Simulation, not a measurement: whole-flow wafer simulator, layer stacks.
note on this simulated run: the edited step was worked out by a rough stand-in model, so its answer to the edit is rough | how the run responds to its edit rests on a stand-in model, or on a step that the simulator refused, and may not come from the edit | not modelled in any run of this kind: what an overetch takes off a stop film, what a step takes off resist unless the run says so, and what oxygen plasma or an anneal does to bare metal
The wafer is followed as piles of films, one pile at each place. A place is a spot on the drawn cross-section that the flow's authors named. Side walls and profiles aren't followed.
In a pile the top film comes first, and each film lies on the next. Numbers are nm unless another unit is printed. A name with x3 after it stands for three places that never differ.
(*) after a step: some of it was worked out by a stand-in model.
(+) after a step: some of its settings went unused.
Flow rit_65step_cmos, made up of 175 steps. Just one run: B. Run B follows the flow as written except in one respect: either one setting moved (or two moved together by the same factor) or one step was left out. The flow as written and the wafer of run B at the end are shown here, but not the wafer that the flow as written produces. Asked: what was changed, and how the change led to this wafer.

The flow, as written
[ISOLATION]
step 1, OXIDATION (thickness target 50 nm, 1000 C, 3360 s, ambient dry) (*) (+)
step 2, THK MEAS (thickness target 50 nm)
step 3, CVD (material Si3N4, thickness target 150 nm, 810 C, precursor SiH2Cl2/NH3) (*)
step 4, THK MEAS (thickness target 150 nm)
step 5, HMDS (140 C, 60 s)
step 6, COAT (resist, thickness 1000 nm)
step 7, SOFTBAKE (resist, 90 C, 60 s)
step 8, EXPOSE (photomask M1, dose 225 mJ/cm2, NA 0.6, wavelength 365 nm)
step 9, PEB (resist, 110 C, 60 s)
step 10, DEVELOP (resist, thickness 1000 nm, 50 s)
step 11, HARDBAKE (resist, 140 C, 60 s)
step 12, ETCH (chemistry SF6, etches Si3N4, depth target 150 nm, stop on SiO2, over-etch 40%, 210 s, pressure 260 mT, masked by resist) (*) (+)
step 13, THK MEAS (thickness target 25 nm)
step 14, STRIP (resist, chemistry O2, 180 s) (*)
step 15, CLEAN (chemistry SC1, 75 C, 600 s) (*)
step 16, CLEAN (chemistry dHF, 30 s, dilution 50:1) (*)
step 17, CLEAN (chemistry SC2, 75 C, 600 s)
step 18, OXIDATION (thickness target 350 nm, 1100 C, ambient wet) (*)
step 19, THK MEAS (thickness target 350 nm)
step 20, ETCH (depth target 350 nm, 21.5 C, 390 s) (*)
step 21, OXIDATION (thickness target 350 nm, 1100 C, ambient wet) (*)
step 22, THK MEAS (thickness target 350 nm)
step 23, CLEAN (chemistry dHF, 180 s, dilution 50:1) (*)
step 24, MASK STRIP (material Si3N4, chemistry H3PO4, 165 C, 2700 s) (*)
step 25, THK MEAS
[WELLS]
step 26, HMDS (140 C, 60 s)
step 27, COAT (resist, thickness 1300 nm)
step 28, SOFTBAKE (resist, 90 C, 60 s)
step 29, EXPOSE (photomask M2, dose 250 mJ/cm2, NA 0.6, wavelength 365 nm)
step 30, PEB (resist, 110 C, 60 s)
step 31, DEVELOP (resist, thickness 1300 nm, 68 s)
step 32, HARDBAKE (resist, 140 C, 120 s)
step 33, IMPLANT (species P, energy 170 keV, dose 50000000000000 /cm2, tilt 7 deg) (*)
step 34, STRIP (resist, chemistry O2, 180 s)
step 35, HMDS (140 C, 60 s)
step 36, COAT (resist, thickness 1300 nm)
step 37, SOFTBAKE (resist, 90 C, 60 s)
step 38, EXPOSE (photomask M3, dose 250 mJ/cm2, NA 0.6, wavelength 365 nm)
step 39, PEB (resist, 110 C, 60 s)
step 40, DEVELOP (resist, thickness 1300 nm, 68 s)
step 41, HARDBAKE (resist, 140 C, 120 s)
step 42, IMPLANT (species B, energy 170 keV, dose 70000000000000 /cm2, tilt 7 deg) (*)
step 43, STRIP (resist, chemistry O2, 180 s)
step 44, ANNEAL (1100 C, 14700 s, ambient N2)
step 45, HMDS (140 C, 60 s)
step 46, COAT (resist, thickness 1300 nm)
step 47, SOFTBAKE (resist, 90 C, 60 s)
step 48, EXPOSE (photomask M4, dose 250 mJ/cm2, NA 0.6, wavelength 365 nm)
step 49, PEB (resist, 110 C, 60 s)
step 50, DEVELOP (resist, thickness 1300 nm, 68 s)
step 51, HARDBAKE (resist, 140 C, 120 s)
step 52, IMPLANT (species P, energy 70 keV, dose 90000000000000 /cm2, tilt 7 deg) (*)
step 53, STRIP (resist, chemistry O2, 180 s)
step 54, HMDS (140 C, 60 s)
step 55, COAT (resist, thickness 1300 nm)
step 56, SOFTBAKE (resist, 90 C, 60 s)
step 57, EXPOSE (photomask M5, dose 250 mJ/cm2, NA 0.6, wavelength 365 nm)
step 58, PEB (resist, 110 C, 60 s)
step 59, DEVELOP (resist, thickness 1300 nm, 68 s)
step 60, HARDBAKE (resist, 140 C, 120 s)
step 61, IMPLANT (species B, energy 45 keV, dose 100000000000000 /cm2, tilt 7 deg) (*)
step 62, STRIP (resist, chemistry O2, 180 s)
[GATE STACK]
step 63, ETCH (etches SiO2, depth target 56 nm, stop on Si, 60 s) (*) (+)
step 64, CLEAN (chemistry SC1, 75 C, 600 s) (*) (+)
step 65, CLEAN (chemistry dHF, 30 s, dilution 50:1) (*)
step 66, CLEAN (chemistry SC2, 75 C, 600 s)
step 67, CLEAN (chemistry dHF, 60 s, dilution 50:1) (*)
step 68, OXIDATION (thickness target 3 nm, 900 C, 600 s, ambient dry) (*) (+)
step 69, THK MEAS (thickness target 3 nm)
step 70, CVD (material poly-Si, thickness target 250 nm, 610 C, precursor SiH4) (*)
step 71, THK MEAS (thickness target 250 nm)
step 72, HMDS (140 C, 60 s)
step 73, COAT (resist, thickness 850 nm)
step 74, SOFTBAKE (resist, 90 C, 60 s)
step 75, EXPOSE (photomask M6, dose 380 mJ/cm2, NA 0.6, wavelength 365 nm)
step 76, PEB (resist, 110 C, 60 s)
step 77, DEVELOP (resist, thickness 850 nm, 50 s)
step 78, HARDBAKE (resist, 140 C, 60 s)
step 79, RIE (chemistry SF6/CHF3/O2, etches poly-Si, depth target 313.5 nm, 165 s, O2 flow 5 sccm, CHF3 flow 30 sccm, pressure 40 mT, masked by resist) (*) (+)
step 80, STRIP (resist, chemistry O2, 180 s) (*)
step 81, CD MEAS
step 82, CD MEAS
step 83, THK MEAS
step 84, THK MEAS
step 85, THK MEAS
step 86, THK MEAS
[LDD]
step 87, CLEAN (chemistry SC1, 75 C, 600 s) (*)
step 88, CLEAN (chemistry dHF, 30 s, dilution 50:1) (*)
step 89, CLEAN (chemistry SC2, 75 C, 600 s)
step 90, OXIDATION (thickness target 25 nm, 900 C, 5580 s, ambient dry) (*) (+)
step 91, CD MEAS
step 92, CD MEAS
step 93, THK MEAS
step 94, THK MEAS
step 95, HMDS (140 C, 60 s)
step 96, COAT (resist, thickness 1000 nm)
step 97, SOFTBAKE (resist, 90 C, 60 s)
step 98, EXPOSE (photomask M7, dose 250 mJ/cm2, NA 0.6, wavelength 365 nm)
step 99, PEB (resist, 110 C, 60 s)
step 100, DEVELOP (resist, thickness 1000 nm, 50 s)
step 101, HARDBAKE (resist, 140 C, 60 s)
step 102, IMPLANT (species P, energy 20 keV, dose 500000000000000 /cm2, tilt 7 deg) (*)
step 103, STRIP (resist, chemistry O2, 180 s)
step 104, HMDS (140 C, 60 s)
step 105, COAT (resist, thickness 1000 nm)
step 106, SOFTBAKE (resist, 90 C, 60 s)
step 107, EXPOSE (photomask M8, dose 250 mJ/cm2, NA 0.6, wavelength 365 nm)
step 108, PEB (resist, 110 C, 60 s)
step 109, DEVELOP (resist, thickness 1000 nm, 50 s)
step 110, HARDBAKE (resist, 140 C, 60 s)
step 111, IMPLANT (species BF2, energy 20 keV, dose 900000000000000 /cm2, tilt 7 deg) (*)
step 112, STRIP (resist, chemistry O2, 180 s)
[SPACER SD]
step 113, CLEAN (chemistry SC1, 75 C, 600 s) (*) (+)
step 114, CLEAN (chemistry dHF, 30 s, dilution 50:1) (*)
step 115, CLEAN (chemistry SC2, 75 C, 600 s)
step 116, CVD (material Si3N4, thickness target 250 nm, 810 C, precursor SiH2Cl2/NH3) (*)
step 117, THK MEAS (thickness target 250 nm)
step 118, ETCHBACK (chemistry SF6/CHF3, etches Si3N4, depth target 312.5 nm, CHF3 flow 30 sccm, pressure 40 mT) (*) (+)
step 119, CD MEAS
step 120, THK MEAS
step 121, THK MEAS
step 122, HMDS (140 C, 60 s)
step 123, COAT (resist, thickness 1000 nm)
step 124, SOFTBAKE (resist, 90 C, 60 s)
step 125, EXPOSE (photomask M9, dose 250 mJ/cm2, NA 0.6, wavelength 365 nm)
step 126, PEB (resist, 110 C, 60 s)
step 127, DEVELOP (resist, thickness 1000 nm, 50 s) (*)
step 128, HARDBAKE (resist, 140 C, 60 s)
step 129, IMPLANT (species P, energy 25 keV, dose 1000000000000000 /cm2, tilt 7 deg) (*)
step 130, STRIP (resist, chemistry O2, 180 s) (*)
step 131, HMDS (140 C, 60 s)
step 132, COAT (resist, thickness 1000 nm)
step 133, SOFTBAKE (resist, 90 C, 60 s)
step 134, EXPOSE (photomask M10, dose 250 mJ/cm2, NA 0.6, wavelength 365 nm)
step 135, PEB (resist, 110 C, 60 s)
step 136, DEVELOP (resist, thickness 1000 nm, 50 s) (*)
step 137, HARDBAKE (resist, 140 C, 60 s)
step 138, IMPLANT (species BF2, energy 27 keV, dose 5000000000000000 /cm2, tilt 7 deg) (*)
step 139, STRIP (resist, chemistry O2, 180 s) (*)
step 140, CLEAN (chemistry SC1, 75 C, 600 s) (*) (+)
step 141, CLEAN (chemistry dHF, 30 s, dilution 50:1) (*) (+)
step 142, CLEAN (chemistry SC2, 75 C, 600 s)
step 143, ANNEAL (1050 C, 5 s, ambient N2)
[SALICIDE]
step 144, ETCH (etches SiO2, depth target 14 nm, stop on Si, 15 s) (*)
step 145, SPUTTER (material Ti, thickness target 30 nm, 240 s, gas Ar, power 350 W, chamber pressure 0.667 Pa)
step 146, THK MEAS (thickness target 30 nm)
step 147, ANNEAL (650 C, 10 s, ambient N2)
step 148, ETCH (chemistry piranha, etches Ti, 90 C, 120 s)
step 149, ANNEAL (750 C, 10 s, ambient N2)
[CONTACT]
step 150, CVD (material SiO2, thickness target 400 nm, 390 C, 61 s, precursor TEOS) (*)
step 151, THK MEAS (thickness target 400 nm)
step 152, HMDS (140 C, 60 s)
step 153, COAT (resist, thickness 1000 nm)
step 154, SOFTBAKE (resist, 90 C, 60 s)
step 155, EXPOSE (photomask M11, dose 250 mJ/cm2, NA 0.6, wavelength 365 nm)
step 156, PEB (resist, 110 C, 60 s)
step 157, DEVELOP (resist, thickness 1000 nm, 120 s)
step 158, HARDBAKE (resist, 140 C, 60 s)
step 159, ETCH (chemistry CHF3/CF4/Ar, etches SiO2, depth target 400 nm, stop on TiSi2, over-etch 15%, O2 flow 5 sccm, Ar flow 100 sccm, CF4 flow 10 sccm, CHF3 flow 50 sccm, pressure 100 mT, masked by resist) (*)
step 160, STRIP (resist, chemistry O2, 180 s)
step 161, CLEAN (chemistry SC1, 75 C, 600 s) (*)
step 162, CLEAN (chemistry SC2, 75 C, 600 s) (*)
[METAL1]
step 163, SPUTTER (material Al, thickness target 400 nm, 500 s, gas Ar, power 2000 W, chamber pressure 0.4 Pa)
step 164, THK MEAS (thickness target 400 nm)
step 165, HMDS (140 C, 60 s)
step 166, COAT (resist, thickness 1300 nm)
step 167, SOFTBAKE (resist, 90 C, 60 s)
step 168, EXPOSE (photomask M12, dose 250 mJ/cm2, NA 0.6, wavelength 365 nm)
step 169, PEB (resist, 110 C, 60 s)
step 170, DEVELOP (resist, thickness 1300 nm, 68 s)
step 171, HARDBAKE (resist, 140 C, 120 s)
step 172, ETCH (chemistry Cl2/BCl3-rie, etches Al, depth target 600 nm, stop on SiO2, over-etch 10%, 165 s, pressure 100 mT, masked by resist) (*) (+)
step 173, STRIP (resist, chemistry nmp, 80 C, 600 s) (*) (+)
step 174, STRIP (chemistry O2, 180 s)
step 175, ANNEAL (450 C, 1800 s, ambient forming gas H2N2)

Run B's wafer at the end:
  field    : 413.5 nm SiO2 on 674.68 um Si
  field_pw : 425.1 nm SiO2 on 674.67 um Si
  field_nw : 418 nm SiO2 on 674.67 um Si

The reason: step 116, CVD: thickness target 112 nm was run, though the flow has thickness target 250 nm.

Step by step, how the change led to this:
  step 116, CVD (material Si3N4, thickness target 250 nm, 810 C, precursor SiH2Cl2/NH3) (*)
      field, field_pw, field_nw and 11 more: Si3N4 gains 112 (new film) (it would be, as written: Si3N4 gains 250 (new film))
  step 118, ETCHBACK (chemistry SF6/CHF3, etches Si3N4, depth target 312.5 nm, CHF3 flow 30 sccm, pressure 40 mT) (*) (+)
      field, field_pw, field_nw, field_p: Si3N4 loses 112 (all of it), SiO2 loses 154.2 (it would be, as written: Si3N4 loses 250 (all of it), SiO2 loses 48.1)
  step 123, COAT (resist, thickness 1000 nm)
      field: resist gains 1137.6 (new film) (it would be, as written: resist gains 1066.4 (new film))
      field_pw: resist gains 1095.4 (new film) (it would be, as written: resist gains 1044.8 (new film))
      (as well as at 2 more places)
  step 126, PEB (resist, 110 C, 60 s)
      field: resist loses 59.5 (it would be, as written: resist loses 55.6)
      field_pw: resist loses 57.1 (it would be, as written: resist loses 54.3)
      (as well as at 2 more places)
  step 127, DEVELOP (resist, thickness 1000 nm, 50 s) (*)
      field: resist loses 1078.2 (all of it) (it would be, as written: resist loses 1010.9 (all of it))
  step 128, HARDBAKE (resist, 140 C, 60 s)
      field_pw: resist loses 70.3 (it would be, as written: resist loses 66.4)
      field_nw: resist loses 70.7 (it would be, as written: resist loses 67.1)
      (as well as at 1 more place)
  step 130, STRIP (resist, chemistry O2, 180 s) (*)
      field_pw: resist loses 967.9 (all of it) (it would be, as written: resist loses 924.1 (all of it))
      field_nw: resist loses 972.9 (all of it) (it would be, as written: resist loses 928.7 (all of it))
      (as well as at 1 more place)
  step 132, COAT (resist, thickness 1000 nm)
      field: resist gains 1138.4 (new film) (it would be, as written: resist gains 1067 (new film))
      field_pw: resist gains 1095.7 (new film) (it would be, as written: resist gains 1045.2 (new film))
      (as well as at 2 more places)
  step 135, PEB (resist, 110 C, 60 s)
      field: resist loses 59.5 (it would be, as written: resist loses 55.6)
      field_pw: resist loses 57.2 (it would be, as written: resist loses 54.3)
      (as well as at 2 more places)
  step 136, DEVELOP (resist, thickness 1000 nm, 50 s) (*)
      field_p: resist loses 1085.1 (all of it) (it would be, as written: resist loses 1018 (all of it))
  step 137, HARDBAKE (resist, 140 C, 60 s)
      field: resist loses 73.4 (it would be, as written: resist loses 68.3)
      field_pw: resist loses 70.3 (it would be, as written: resist loses 66.4)
      (as well as at 1 more place)
  step 139, STRIP (resist, chemistry O2, 180 s) (*)
      field: resist loses 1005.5 (all of it) (it would be, as written: resist loses 943.1 (all of it))
      field_pw: resist loses 968.2 (all of it) (it would be, as written: resist loses 924.5 (all of it))
      (as well as at 1 more place)
  step 153, COAT (resist, thickness 1000 nm)
      field: resist gains 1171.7 (new film) (it would be, as written: resist gains 1093.2 (new film))
      field_pw: resist gains 1112.4 (new film) (it would be, as written: resist gains 1057.8 (new film))
      (as well as at 2 more places)
  step 156, PEB (resist, 110 C, 60 s)
      field: resist loses 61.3 (it would be, as written: resist loses 57)
      field_pw: resist loses 58.1 (it would be, as written: resist loses 55.1)
      (as well as at 2 more places)
  step 158, HARDBAKE (resist, 140 C, 60 s)
      field: resist loses 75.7 (it would be, as written: resist loses 70.2)
      field_pw: resist loses 71.5 (it would be, as written: resist loses 67.6)
      (as well as at 2 more places)
  step 160, STRIP (resist, chemistry O2, 180 s)
      field: resist loses 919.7 (all of it) (it would be, as written: resist loses 851 (all of it))
      field_pw: resist loses 867.8 (all of it) (it would be, as written: resist loses 820.1 (all of it))
      (as well as at 2 more places)
  ... another 2 steps ...
  step 170, DEVELOP (resist, thickness 1300 nm, 68 s)
      field: resist loses 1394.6 (all of it) (it would be, as written: resist loses 1316.6 (all of it))
      field_pw: resist loses 1341.5 (all of it) (it would be, as written: resist loses 1285.5 (all of it))
      (as well as at 2 more places)
